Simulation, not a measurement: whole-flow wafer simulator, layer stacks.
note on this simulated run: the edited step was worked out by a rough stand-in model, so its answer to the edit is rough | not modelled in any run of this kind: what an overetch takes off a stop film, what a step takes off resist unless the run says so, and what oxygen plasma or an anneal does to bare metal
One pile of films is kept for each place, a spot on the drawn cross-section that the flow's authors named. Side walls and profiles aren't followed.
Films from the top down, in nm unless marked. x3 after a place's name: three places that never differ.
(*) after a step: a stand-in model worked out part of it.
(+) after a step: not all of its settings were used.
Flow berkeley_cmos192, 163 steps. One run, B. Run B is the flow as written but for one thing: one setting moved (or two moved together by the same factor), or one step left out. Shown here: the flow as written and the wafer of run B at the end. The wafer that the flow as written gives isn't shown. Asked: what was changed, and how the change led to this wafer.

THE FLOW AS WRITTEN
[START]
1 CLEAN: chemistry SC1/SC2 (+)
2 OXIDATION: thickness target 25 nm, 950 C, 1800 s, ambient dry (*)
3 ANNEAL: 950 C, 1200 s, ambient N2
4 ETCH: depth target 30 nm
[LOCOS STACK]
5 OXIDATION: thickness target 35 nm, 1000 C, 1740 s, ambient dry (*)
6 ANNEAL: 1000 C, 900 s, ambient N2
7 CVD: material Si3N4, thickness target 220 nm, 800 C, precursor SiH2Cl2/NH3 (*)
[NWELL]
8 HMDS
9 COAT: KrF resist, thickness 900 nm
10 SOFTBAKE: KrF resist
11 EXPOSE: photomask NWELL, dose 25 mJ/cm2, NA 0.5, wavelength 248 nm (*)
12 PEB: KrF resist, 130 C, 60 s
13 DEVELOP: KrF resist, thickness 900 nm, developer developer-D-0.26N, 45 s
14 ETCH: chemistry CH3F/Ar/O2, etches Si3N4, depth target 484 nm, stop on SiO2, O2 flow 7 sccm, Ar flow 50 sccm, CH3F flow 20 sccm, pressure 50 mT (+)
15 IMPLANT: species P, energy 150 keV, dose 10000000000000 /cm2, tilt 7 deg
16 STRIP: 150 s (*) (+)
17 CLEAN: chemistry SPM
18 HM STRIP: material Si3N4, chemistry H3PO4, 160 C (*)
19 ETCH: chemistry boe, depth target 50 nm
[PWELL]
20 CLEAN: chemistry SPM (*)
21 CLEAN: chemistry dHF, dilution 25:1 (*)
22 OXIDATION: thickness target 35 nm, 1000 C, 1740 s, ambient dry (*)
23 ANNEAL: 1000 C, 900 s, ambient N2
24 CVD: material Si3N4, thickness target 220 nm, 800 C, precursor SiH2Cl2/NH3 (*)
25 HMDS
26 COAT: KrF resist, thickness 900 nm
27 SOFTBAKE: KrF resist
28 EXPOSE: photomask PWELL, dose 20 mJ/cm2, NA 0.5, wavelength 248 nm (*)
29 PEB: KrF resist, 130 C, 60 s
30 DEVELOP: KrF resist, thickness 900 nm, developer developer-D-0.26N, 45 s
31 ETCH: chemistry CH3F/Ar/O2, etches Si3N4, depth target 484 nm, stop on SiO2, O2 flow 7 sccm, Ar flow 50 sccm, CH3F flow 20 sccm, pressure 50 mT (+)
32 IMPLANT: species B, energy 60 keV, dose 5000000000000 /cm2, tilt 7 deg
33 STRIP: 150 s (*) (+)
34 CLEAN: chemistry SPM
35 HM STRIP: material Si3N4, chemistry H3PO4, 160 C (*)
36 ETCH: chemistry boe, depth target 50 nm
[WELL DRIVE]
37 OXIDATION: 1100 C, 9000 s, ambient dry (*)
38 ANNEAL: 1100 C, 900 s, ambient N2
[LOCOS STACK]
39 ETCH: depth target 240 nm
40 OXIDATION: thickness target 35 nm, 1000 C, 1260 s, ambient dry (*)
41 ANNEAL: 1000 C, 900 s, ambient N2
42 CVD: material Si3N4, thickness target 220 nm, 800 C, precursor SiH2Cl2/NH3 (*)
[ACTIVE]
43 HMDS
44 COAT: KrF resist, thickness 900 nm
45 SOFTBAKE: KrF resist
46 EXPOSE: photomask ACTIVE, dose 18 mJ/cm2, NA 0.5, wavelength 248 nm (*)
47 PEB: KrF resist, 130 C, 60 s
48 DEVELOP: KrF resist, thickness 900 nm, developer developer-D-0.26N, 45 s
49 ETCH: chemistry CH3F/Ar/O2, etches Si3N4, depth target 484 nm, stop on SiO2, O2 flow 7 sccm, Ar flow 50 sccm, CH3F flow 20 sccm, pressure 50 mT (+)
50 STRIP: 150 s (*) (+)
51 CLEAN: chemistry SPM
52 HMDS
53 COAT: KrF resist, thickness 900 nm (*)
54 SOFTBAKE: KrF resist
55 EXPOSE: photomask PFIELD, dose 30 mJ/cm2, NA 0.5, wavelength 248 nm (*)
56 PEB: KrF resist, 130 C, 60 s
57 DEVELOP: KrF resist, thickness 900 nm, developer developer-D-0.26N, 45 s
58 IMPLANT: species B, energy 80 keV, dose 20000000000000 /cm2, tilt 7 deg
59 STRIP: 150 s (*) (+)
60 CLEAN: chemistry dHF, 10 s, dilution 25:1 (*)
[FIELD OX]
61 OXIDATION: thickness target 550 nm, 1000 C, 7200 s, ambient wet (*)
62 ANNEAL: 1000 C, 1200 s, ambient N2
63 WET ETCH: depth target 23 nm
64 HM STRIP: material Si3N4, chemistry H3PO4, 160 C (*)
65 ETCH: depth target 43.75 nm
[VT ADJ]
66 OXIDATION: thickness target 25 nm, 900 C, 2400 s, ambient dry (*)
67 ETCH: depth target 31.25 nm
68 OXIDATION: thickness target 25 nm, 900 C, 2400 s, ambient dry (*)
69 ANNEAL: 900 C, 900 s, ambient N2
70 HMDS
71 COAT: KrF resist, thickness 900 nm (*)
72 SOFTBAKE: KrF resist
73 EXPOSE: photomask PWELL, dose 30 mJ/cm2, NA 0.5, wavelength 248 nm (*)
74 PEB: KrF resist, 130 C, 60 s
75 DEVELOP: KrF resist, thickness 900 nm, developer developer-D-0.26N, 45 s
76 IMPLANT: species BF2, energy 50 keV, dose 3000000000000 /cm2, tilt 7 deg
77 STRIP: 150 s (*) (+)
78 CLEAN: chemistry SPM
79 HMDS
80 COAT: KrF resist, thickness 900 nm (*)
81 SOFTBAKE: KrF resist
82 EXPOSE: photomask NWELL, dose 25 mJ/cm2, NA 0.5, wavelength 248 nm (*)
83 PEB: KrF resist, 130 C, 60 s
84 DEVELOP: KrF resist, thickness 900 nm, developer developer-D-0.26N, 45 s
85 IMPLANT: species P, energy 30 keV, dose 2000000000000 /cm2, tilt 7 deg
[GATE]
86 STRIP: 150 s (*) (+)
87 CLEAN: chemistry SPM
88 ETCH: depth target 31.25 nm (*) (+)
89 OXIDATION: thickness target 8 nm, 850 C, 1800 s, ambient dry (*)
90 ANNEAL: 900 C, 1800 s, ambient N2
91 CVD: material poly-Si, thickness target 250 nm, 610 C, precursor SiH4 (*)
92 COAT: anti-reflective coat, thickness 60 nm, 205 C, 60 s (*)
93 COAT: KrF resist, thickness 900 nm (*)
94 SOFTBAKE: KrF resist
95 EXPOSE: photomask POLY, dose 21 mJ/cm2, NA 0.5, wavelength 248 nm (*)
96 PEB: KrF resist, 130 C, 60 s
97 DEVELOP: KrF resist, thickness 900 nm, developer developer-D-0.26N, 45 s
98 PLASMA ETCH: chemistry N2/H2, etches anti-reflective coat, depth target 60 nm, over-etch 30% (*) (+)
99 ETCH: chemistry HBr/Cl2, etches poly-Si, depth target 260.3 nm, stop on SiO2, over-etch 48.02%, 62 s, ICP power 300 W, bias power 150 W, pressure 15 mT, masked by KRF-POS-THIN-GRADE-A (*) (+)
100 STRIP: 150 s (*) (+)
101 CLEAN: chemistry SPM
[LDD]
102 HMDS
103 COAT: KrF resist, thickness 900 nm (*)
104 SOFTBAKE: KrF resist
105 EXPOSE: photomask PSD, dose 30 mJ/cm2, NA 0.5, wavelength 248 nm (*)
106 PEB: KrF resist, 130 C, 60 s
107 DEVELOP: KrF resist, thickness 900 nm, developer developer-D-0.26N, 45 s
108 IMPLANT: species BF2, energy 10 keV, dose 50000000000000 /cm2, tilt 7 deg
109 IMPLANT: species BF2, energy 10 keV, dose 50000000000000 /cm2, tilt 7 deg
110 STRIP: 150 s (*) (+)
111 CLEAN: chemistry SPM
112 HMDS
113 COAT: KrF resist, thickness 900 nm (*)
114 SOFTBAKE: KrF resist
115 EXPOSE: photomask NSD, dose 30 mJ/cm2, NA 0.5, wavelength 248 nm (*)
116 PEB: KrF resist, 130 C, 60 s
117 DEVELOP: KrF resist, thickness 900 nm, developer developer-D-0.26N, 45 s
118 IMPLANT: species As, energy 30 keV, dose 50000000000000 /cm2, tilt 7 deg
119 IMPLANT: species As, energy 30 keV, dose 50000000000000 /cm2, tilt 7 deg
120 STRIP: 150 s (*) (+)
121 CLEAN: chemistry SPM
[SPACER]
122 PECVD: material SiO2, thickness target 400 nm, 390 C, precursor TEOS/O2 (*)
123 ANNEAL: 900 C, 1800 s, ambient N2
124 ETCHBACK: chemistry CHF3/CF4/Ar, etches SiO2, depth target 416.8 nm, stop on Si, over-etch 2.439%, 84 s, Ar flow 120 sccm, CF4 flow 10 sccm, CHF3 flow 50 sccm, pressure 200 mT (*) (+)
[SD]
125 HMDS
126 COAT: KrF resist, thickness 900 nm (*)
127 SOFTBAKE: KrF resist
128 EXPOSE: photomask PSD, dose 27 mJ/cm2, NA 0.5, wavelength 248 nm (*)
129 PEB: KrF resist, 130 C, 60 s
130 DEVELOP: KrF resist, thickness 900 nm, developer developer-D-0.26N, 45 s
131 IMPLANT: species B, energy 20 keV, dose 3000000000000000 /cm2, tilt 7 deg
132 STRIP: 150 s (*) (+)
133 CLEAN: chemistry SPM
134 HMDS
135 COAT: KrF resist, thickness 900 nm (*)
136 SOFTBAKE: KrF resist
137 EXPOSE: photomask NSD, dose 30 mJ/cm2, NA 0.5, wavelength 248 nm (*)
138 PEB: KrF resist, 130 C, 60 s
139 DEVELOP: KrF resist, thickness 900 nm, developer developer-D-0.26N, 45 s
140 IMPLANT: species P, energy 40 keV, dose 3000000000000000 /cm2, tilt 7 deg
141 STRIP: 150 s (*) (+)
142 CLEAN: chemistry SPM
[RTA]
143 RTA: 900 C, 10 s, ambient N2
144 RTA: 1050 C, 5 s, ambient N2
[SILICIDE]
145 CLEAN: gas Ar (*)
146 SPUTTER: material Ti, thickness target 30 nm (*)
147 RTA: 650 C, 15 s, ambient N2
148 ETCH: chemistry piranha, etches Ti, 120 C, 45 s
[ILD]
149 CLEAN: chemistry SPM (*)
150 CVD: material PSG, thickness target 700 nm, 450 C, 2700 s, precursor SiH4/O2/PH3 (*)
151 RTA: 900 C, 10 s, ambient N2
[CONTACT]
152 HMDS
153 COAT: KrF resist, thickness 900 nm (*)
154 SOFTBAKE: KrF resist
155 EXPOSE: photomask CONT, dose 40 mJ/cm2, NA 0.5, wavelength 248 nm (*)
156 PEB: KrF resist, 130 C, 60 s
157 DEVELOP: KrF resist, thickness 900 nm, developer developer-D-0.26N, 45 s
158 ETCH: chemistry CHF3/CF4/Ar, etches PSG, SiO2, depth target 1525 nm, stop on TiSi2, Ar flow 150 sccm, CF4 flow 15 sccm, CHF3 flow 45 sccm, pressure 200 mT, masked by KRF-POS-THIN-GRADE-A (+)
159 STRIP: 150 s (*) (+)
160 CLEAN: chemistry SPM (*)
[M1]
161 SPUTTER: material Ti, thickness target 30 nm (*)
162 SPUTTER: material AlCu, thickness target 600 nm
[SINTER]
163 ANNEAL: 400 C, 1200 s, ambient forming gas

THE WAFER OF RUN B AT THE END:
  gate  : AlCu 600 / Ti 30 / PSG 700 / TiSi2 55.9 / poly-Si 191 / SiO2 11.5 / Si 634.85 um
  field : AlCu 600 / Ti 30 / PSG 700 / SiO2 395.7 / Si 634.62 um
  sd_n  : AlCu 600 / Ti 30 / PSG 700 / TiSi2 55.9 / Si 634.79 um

The cause: step 89, OXIDATION: 892 C was run, where the flow has 850 C.

How the change led to this, step by step:
  89 OXIDATION: thickness target 8 nm, 850 C, 1800 s, ambient dry (*)
      sd_n, spacer_n, gate, sd_p, spacer_p, gate_p, contact, m1: SiO2 +11.5 (new film), Si -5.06 (as written it would be: SiO2 +7.48 (new film), Si -3.29)
      field: SiO2 +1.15, Si -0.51 (as written it would be: SiO2 +0.52, Si -0.23)
